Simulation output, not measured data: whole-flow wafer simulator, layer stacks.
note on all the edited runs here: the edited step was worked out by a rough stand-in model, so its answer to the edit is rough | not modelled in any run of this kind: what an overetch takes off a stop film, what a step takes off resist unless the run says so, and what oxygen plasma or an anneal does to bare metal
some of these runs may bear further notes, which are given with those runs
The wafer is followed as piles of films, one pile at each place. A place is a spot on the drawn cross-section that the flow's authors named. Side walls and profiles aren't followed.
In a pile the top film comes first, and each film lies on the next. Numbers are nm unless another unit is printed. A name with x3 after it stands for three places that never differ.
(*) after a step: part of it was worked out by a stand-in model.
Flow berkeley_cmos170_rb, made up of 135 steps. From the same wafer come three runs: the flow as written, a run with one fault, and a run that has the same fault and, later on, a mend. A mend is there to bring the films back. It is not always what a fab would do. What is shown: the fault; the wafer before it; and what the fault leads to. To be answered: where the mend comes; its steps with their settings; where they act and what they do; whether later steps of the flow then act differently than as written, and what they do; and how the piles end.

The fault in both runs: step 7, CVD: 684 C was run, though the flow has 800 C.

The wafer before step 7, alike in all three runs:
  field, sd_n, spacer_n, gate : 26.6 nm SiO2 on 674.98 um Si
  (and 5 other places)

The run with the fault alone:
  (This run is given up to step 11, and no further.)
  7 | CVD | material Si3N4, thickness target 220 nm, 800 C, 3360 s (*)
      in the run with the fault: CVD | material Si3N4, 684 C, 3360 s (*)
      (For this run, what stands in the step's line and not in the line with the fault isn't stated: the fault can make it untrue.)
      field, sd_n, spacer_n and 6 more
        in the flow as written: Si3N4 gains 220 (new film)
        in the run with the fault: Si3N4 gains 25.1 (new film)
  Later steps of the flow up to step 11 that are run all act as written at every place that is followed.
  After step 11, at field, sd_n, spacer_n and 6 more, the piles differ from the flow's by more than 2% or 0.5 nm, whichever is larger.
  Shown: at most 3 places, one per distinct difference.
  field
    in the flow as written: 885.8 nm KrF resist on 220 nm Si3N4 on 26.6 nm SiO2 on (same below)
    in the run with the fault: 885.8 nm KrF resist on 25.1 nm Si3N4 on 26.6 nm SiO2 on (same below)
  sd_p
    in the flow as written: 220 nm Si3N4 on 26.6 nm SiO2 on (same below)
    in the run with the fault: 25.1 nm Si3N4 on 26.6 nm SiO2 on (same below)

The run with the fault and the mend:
  The mend follows step 7.
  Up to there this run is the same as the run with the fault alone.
  7a | CVD | material Si3N4, thickness target 194.9 nm, 800 C, 2976 s (*) (the flow's step 7, run once more with other settings)
      field, sd_n, spacer_n and 6 more
        Si3N4 gains 194.9
  Later steps of the flow that are run all act as written at every place that is followed.
  By the end, the piles equal the flow's at every place that both follow.
